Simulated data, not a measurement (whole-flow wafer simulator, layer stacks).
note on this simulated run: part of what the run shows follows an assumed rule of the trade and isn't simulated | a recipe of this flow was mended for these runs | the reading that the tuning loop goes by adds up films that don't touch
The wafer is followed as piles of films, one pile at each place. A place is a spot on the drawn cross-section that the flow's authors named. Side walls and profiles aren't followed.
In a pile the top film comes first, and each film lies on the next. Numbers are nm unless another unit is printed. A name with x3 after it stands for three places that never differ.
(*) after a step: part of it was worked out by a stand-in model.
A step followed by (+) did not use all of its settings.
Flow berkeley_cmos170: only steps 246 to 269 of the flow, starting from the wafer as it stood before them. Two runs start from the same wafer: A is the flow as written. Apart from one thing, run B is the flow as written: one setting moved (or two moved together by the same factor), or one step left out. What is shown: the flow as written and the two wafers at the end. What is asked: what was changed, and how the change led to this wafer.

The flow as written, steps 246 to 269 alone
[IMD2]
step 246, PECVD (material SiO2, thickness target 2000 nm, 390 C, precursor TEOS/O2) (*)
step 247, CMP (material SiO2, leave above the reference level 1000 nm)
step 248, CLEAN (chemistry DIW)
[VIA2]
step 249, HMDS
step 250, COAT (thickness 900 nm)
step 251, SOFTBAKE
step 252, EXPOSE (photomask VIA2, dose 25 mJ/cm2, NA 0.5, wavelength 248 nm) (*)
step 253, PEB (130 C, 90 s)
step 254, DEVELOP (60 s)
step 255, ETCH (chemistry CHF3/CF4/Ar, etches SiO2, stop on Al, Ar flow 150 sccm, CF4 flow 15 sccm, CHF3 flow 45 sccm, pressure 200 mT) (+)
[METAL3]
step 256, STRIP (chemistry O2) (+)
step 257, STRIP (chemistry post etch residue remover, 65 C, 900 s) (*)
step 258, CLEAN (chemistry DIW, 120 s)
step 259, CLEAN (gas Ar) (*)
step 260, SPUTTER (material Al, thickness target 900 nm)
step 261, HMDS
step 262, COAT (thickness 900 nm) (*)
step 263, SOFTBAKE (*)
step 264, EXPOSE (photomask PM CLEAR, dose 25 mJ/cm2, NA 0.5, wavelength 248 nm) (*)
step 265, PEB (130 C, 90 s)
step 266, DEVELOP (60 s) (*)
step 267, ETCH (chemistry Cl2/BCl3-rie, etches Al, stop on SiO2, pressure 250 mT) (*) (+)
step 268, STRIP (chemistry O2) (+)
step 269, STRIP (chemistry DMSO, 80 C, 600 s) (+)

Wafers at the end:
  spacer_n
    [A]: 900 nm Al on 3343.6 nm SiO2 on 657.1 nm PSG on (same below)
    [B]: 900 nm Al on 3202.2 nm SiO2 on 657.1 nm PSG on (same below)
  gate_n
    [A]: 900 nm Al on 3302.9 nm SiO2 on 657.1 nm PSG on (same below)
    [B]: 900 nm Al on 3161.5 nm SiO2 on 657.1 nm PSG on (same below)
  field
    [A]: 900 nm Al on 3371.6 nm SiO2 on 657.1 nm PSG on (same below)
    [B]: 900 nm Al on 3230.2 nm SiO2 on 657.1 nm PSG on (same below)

The reason: step 246, PECVD: thickness target 1812 nm was run, whereas the flow has thickness target 2000 nm.

How this came from the change, step by step:
  step 246, PECVD (material SiO2, thickness target 2000 nm, 390 C, precursor TEOS/O2) (*)
      field, mark, sd_n, spacer_n, gate_n, sd_p, spacer_p, gate_p: A +2000 SiO2 | B +1812 SiO2
      contact, m1, m2, via2: A +2000 SiO2 (new film) | B +1812 SiO2 (new film)
      (also at 1 further place)
  step 247, CMP (material SiO2, leave above the reference level 1000 nm)
      field, sd_n, spacer_n, gate_n, sd_p, spacer_p, gate_p: A -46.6 SiO2 | B nothing
      contact, m1, via1, m2, via2: A -1000 SiO2 | B -812 SiO2
  step 250, COAT (thickness 900 nm)
      sd_n: A +900 KrF-resist (new film) | B +953.4 KrF-resist (new film)
      contact: A +900 KrF-resist (new film) | B +842.6 KrF-resist (new film)
      (also at 4 further places)
  step 254, DEVELOP (60 s)
      via2: A -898 KrF-resist (all of it) | B -839.2 KrF-resist (all of it)
  step 256, STRIP (chemistry O2) (+)
      sd_n: A -607.6 KrF-resist (all of it) | B -660.9 KrF-resist (all of it)
      contact: A -607.6 KrF-resist (all of it) | B -550.4 KrF-resist (all of it)
      (also at 3 further places)
  step 262, COAT (thickness 900 nm) (*)
      sd_n: A +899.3 KrF-resist (new film) | B +950.6 KrF-resist (new film)
      contact: A +898.4 KrF-resist (new film) | B +838.2 KrF-resist (new film)
      (also at 4 further places)
  step 268, STRIP (chemistry O2) (+)
      sd_n: A -349 KrF-resist (all of it) | B -400.2 KrF-resist (all of it)
      contact: A -348.1 KrF-resist (all of it) | B -288.1 KrF-resist (all of it)
      (also at 4 further places)
